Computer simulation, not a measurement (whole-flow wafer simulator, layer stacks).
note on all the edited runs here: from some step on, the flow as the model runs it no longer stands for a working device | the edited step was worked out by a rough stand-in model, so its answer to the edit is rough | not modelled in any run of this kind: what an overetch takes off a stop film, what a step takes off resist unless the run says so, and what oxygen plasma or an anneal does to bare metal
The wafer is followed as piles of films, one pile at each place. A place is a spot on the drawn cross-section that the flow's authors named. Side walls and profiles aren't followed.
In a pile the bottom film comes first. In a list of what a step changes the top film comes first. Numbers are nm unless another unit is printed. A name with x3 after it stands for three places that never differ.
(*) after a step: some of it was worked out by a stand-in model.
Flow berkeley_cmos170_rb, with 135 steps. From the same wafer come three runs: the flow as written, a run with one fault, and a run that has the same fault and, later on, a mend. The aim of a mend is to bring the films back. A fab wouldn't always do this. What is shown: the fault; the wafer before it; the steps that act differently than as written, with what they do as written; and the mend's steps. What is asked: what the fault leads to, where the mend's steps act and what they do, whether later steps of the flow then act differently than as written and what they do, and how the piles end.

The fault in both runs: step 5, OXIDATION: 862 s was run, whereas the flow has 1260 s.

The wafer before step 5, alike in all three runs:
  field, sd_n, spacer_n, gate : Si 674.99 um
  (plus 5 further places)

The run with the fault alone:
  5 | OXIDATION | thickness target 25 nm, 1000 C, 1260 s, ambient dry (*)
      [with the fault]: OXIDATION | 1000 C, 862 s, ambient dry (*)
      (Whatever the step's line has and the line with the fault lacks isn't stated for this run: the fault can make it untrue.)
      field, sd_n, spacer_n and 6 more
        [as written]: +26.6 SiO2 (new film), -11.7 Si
        [with the fault]: +21.7 SiO2 (new film), -9.55 Si
  Later steps of the flow acting differently than as written:
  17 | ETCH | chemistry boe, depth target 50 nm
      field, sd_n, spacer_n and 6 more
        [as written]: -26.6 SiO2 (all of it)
        [with the fault]: -21.7 SiO2 (all of it)
  The piles end only slightly different from the flow's at the places that both follow, by no more than 2% or 0.5 nm, whichever is larger.

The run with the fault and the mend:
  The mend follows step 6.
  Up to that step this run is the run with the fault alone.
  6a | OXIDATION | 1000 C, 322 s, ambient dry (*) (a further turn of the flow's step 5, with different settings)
      field, sd_n, spacer_n and 6 more
        +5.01 SiO2, -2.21 Si
  Later steps of the flow that are run all act as written at every place that is followed, up to a difference of at most 2% or 0.5 nm, whichever is larger.
  The piles end only slightly different from the flow's at the places that both follow, by no more than 2% or 0.5 nm, whichever is larger.
